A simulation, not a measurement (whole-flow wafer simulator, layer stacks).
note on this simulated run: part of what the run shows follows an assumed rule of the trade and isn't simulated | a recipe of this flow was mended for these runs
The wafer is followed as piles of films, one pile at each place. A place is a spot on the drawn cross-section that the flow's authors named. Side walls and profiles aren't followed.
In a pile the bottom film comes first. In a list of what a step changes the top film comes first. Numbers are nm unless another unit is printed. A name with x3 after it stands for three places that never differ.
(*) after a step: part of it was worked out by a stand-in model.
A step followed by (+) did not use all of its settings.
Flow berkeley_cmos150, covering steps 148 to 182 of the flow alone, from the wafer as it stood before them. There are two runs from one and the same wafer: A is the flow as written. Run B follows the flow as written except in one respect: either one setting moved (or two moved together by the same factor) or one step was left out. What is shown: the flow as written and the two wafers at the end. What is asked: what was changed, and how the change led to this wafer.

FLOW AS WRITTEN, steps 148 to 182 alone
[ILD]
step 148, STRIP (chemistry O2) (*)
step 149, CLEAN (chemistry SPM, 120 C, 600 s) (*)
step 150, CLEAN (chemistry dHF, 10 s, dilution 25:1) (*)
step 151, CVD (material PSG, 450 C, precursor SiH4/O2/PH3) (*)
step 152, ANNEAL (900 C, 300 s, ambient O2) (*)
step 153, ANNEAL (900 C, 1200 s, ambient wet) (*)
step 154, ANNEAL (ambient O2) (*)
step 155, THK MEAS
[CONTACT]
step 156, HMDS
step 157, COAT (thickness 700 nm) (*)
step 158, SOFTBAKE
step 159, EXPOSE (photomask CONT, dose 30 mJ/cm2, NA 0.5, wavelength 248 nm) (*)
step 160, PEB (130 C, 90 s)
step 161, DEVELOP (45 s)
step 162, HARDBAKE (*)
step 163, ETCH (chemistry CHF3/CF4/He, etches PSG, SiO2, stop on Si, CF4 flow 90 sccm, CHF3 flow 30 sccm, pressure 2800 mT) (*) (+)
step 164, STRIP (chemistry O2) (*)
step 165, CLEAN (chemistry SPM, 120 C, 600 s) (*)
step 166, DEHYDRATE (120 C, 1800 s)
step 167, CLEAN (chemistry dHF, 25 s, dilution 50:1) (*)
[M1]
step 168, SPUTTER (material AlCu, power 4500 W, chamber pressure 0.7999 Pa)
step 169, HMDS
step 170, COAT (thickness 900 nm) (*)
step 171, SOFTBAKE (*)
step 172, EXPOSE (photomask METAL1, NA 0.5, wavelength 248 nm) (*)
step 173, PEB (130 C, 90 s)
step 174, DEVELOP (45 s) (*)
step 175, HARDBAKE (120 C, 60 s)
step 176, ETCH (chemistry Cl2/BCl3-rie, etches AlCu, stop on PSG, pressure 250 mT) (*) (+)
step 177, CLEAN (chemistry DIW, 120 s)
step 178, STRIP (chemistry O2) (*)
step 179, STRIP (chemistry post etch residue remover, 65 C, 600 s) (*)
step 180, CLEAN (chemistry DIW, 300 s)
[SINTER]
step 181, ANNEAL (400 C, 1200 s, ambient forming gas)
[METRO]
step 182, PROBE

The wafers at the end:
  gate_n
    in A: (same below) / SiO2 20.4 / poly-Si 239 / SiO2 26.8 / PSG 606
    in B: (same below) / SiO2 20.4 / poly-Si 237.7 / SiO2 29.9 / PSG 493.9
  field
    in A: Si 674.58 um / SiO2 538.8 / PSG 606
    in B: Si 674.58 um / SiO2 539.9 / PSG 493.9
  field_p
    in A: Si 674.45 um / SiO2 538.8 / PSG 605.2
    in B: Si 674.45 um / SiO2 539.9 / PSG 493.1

What caused this: step 151, CVD: 423 C was run, while the flow as written has 450 C.

Step by step, how the change led to this:
  step 151, CVD (material PSG, 450 C, precursor SiH4/O2/PH3) (*)
      field, field_p, sd_n, gate_n, gate_p, contact, m1: A +700 PSG (new film) | B +582 PSG (new film)
      sd_p: A +639.5 PSG (new film) | B +534.6 PSG (new film)
  step 153, ANNEAL (900 C, 1200 s, ambient wet) (*)
      sd_n, contact, m1: A -35 PSG, +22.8 SiO2, -10 Si | B -29.1 PSG, +25 SiO2, -11 Si
      field, field_p: A -35 PSG, +16.3 SiO2, -7.15 Si | B -29.1 PSG, +17.4 SiO2, -7.64 Si
      (also at 3 further places)
  step 163, ETCH (chemistry CHF3/CF4/He, etches PSG, SiO2, stop on Si, CF4 flow 90 sccm, CHF3 flow 30 sccm, pressure 2800 mT) (*) (+)
      field, field_p, sd_n, gate_n, sd_p, gate_p, m1: A -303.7 KrF-resist | B -264.4 KrF-resist
      contact: A -665 PSG (all of it), -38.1 SiO2 (all of it), -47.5 Si | B -552.9 PSG (all of it), -40.3 SiO2 (all of it), -47.5 Si
  step 164, STRIP (chemistry O2) (*)
      field: A -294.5 KrF-resist (all of it) | B -332.7 KrF-resist (all of it)
      field_p: A -397.1 KrF-resist (all of it) | B -433.5 KrF-resist (all of it)
      (also at 5 further places)
  step 168, SPUTTER (material AlCu, power 4500 W, chamber pressure 0.7999 Pa)
      contact: A +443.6 AlCu (new film) | B +470.7 AlCu (new film)
  step 170, COAT (thickness 900 nm) (*)
      contact: A +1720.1 thick-KrF-resist (new film) | B +1616.6 thick-KrF-resist (new film)
  step 175, HARDBAKE (120 C, 60 s)
      contact: A -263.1 thick-KrF-resist | B -247.2 thick-KrF-resist
  step 178, STRIP (chemistry O2) (*)
      contact: A -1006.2 thick-KrF-resist (all of it) | B -918.8 thick-KrF-resist (all of it)
      m1: A -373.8 thick-KrF-resist (all of it) | B -383.6 thick-KrF-resist (all of it)
